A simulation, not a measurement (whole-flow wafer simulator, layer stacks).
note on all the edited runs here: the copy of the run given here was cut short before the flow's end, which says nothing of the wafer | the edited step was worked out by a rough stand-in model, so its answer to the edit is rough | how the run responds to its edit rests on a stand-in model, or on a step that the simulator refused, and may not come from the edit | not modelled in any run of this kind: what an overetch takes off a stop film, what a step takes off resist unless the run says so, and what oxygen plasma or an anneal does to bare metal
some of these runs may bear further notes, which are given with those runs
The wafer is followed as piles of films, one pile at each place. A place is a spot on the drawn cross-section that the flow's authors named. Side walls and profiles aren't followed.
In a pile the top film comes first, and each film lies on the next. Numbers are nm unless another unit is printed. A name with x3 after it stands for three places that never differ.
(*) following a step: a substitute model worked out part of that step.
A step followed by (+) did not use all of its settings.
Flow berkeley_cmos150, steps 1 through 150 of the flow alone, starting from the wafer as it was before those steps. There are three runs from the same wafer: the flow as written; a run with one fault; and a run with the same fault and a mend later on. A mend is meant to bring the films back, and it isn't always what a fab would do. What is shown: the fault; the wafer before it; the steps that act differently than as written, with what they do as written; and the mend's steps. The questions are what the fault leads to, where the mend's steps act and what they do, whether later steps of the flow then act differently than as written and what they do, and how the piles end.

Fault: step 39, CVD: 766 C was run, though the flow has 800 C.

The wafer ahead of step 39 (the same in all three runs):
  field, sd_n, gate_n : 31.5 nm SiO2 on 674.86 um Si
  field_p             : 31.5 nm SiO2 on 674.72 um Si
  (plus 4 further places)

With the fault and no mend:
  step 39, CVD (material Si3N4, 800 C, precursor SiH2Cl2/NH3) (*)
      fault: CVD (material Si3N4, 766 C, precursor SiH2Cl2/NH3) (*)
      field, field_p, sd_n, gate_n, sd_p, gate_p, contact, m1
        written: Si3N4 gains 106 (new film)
        fault: Si3N4 gains 69.5 (new film)
  Steps later in the flow that act otherwise than as written (35 more steps, not shown, differ only slightly: by at most 2% or 0.5 nm, whichever is larger):
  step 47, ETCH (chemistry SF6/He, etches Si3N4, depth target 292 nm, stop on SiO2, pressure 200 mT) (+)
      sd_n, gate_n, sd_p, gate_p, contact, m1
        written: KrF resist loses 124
        fault: KrF resist loses 84.2
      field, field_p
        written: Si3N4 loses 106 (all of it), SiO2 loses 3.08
        fault: Si3N4 loses 69.5 (all of it), SiO2 loses 3.08
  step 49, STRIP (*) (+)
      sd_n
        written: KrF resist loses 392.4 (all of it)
        fault: KrF resist loses 432.2 (all of it)
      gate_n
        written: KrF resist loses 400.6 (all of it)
        fault: KrF resist loses 440.4 (all of it)
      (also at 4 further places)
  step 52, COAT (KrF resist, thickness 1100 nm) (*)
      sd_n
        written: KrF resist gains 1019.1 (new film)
        fault: KrF resist gains 1040.1 (new film)
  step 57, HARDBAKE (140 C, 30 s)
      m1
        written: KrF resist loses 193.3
        fault: KrF resist loses 197.3
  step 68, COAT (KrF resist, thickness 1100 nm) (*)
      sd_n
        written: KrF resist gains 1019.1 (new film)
        fault: KrF resist gains 1040.1 (new film)
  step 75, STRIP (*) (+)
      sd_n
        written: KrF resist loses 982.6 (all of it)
        fault: KrF resist loses 1003.1 (all of it)
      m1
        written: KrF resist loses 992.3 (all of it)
        fault: KrF resist loses 1012.8 (all of it)
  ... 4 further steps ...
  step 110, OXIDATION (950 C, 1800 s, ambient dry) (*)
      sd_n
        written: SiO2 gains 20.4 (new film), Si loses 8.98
        fault: SiO2 gains 13.5, Si loses 5.96
  The piles end different from the flow's at sd_n by more than 2% or 0.5 nm, whichever is larger.
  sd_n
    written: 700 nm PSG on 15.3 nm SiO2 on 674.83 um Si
    fault: 700 nm PSG on 26.2 nm SiO2 on 674.82 um Si

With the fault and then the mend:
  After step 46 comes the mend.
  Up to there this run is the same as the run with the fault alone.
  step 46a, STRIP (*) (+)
      sd_n
        KrF resist loses 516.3 (all of it)
      gate_n
        KrF resist loses 524.6 (all of it)
      sd_p
        KrF resist loses 566.8 (all of it)
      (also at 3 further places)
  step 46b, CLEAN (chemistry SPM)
      leaves every film unchanged at each place that is followed
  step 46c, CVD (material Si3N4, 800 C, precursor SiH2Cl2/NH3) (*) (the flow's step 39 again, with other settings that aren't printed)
      field, field_p, sd_n, gate_n, sd_p, gate_p, contact, m1
        Si3N4 gains 36.6
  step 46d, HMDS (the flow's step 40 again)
      leaves every film unchanged at each place that is followed
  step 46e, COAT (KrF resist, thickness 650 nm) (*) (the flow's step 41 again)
      field
        KrF resist gains 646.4 (new film)
      field_p
        KrF resist gains 715.2 (new film)
      sd_n
        KrF resist gains 633.7 (new film)
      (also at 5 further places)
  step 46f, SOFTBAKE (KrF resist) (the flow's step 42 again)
      leaves every film unchanged at each place that is followed
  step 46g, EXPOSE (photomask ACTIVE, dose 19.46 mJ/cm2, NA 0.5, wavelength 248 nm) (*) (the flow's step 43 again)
      leaves every film unchanged at each place that is followed
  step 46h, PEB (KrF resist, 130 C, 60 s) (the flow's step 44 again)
      gate_n, contact, m1
        KrF resist loses 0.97
      field
        KrF resist loses 0.98
      field_p
        KrF resist loses 1.1
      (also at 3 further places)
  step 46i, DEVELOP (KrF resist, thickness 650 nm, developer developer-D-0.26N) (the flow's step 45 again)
      sd_n, gate_n, sd_p, gate_p, contact, m1
        KrF resist loses 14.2
      field
        KrF resist loses 645.4 (all of it)
      field_p
        KrF resist loses 714.1 (all of it)
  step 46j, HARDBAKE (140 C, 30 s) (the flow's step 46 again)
      sd_n
        KrF resist loses 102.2
      gate_n
        KrF resist loses 103.8
      sd_p
        KrF resist loses 112.2
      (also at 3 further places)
  Every later step of the flow that is run acts as written at every place that is followed.
  At every place that both follow, the piles at the end match the flow's.
